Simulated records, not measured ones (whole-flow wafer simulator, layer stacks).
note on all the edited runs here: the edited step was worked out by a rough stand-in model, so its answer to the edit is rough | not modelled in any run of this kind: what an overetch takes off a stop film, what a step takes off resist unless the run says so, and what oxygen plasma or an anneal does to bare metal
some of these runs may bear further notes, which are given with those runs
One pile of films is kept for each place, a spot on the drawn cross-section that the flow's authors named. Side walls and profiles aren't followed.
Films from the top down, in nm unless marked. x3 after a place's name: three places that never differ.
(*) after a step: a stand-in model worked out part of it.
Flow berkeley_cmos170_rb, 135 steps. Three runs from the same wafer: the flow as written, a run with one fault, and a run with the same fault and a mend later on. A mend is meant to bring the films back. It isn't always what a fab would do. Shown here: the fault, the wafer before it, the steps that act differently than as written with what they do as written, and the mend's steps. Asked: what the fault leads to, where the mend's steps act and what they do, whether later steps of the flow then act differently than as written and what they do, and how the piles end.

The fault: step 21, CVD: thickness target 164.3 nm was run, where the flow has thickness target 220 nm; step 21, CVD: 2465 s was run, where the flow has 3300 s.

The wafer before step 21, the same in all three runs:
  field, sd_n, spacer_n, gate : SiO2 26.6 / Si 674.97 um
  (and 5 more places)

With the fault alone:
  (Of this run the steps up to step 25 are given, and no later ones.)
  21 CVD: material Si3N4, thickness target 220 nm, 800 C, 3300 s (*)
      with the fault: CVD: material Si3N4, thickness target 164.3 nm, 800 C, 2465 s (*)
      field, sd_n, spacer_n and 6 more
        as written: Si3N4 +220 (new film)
        with the fault: Si3N4 +164.3 (new film)
  No later step of the flow up to step 25 acts differently than as written at any place that is followed.
  After step 25 the piles differ from the flow's by more than 2% or 0.5 nm, whichever is larger, at field, sd_n, spacer_n and 6 more.
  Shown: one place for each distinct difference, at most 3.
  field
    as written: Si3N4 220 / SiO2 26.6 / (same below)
    with the fault: Si3N4 164.3 / SiO2 26.6 / (same below)
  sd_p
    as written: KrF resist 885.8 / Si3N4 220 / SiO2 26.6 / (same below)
    with the fault: KrF resist 885.8 / Si3N4 164.3 / SiO2 26.6 / (same below)

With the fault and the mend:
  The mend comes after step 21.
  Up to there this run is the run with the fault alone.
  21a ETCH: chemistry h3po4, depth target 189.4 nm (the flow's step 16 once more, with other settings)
      field, sd_n, spacer_n and 6 more
        Si3N4 -164.3 (all of it)
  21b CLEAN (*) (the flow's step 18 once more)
      changes no film at any place that is followed
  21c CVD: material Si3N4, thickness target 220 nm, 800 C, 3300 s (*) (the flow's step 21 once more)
      field, sd_n, spacer_n and 6 more
        Si3N4 +220 (new film)
  No later step of the flow acts differently than as written at any place that is followed.
  At the end the piles are the same as the flow's at every place that both follow.
